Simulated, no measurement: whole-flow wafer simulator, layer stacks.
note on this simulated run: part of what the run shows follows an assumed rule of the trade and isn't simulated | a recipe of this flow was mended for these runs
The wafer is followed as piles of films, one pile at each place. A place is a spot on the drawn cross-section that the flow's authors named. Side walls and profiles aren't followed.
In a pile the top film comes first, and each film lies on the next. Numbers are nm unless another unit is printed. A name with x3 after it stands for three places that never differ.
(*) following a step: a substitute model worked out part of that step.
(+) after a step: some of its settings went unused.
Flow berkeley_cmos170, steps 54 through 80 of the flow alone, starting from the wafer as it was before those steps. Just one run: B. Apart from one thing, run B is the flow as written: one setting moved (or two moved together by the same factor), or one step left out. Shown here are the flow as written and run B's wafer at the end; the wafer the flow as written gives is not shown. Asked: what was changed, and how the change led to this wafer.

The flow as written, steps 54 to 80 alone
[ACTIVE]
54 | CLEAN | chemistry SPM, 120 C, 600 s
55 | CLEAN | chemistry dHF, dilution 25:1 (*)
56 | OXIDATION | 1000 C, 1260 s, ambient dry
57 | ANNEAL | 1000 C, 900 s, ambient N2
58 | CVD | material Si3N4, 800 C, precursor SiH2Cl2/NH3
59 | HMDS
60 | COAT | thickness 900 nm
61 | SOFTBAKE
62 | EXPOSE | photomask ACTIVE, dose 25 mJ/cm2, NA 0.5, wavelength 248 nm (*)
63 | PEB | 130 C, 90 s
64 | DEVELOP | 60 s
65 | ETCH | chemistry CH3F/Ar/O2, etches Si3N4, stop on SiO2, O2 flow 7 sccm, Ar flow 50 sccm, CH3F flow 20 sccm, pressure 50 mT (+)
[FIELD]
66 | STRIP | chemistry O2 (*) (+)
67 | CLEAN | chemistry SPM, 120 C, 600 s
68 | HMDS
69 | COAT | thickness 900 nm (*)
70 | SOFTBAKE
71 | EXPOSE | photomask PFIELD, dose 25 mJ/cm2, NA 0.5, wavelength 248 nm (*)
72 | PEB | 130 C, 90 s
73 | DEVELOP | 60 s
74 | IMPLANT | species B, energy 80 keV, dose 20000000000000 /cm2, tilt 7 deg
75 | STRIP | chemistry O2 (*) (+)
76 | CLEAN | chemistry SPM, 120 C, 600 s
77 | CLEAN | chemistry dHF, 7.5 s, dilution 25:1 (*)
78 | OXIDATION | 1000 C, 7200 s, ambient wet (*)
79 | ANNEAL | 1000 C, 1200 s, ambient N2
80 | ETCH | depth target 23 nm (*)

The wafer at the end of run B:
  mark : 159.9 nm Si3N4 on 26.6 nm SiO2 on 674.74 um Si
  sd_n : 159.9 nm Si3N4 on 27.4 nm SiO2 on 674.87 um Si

The reason: step 58, CVD: 777 C was run, whereas the flow has 800 C.

Step by step, how the change led to this:
  58 | CVD | material Si3N4, 800 C, precursor SiH2Cl2/NH3
      field, mark, sd_n and 10 more: Si3N4 gains 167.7 (new film) (in the flow as written it would be: Si3N4 gains 220 (new film))
  65 | ETCH | chemistry CH3F/Ar/O2, etches Si3N4, stop on SiO2, O2 flow 7 sccm, Ar flow 50 sccm, CH3F flow 20 sccm, pressure 50 mT (+)
      mark, sd_n, spacer_n and 9 more: KrF-resist loses 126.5 (in the flow as written it would be: KrF-resist loses 161.3)
      field: Si3N4 loses 167.7 (all of it), SiO2 loses 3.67 (in the flow as written it would be: Si3N4 loses 220 (all of it), SiO2 loses 3.67)
  66 | STRIP | chemistry O2 (*) (+)
      mark, sd_n, spacer_n and 9 more: KrF-resist loses 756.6 (all of it) (in the flow as written it would be: KrF-resist loses 721.7 (all of it))
  69 | COAT | thickness 900 nm (*)
      sd_n: KrF-resist gains 810.1 (new film) (in the flow as written it would be: KrF-resist gains 784.1 (new film))
      spacer_n: KrF-resist gains 838.2 (new film) (in the flow as written it would be: KrF-resist gains 820.2 (new film))
      (and at 6 other places as well)
  75 | STRIP | chemistry O2 (*) (+)
      sd_n: KrF-resist loses 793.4 (all of it) (in the flow as written it would be: KrF-resist loses 767.4 (all of it))
      spacer_n: KrF-resist loses 821.4 (all of it) (in the flow as written it would be: KrF-resist loses 803.4 (all of it))
      (and at 7 other places as well)
  78 | OXIDATION | 1000 C, 7200 s, ambient wet (*)
      sd_n, sd_p: SiO2 gains 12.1 (new film), Si3N4 loses 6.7, SiO2 gains 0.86, Si loses 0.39 (in the flow as written it would be: SiO2 gains 12.1 (new film), Si3N4 loses 6.7, SiO2 gains 0.07, Si loses 0.07)
